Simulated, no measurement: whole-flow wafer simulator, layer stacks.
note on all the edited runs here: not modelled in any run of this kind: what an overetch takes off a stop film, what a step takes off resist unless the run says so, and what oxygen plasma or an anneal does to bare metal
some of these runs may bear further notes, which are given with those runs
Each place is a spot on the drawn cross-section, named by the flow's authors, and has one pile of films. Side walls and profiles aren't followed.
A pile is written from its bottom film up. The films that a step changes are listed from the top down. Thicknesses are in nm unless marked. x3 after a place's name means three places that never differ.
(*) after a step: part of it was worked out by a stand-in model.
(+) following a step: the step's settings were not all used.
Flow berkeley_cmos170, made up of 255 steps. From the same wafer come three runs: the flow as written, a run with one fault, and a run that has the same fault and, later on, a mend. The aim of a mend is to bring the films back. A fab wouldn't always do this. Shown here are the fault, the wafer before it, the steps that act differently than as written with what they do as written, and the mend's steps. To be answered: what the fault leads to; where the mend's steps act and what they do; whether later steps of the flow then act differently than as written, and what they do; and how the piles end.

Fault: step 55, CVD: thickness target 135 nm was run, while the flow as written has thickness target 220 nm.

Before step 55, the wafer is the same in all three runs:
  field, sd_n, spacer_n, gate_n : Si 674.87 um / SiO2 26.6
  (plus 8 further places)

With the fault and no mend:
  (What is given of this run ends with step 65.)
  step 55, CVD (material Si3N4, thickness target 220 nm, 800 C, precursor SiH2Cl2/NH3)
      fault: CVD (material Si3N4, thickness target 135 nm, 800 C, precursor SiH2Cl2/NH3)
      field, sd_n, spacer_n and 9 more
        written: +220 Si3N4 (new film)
        fault: +135 Si3N4 (new film)
  Steps further on in the flow that do not act as written:
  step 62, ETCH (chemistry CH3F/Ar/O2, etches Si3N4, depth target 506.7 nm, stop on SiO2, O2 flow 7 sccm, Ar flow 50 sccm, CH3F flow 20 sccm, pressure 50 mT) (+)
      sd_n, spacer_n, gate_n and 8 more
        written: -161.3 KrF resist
        fault: -104.7 KrF resist
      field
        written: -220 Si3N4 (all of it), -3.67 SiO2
        fault: -135 Si3N4 (all of it), -3.67 SiO2
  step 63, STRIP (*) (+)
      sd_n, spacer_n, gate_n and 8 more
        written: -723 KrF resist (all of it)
        fault: -779.7 KrF resist (all of it)
  After step 65, at sd_n, spacer_n, gate_n and 8 more, the piles differ from the flow's by more than 2% or 0.5 nm, whichever is larger.
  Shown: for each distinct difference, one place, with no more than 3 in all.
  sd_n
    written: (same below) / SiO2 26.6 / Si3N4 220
    fault: (same below) / SiO2 26.6 / Si3N4 135

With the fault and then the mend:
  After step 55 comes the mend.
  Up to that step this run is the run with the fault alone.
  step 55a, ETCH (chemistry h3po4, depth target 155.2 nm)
      field, sd_n, spacer_n and 9 more
        -135 Si3N4 (all of it)
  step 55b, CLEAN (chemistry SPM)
      alters no film at any place that is followed
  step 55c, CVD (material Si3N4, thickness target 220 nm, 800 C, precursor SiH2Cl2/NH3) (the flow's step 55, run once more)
      field, sd_n, spacer_n and 9 more
        +220 Si3N4 (new film)
  None of the later steps of the flow acts differently than as written at any place that is followed.
  By the end, the piles equal the flow's at every place that both follow.
